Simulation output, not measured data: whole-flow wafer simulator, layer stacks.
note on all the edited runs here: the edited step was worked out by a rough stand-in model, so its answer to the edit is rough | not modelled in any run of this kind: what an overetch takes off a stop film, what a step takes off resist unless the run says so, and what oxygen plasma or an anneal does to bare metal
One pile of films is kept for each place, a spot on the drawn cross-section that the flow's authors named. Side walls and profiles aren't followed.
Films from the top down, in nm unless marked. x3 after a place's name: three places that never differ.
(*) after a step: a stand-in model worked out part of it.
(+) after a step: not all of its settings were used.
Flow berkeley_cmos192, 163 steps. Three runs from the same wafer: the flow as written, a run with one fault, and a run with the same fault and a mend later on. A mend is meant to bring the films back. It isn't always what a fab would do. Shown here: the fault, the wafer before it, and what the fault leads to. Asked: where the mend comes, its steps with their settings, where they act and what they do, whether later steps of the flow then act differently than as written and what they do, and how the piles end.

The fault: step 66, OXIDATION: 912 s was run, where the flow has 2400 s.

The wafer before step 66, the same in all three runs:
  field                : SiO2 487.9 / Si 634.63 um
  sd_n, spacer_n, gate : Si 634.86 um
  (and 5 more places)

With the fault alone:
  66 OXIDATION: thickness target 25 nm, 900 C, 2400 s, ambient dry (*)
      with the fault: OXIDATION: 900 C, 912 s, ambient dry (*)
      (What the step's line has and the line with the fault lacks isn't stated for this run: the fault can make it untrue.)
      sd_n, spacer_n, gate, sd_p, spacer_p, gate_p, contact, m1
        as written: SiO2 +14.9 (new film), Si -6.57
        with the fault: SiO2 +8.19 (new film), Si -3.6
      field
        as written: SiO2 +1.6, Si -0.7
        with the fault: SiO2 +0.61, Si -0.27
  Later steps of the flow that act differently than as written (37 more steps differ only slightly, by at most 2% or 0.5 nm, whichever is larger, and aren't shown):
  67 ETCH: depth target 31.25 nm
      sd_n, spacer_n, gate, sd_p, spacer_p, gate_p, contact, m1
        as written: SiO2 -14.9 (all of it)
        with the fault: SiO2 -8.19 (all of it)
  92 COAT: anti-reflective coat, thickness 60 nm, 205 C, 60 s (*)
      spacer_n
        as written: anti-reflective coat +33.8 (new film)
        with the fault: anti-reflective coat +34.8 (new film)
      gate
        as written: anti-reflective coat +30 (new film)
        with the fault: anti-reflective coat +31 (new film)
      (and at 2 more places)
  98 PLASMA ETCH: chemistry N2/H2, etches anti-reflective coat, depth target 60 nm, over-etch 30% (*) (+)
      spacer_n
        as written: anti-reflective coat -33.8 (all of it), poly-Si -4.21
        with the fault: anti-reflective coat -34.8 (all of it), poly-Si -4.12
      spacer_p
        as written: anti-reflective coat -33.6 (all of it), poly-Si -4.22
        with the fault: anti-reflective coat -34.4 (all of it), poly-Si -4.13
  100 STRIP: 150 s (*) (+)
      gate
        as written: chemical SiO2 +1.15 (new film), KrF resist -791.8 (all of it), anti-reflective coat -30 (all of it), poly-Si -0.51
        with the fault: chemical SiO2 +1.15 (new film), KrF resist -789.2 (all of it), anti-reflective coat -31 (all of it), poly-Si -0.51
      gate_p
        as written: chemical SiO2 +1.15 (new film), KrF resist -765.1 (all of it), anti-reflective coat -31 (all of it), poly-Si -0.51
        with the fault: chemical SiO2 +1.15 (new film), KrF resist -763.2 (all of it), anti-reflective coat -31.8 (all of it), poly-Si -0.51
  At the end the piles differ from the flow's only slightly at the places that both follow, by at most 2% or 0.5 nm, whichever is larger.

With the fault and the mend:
  The mend comes after step 66.
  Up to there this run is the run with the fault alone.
  66a OXIDATION: 900 C, 1488 s, ambient dry (*) (the flow's step 66 once more, with other settings)
      sd_n, spacer_n, gate, sd_p, spacer_p, gate_p, contact, m1
        SiO2 +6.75, Si -2.97
      field
        SiO2 +0.99, Si -0.44
  No later step of the flow acts differently than as written at any place that is followed.
  At the end the piles are the same as the flow's at every place that both follow.
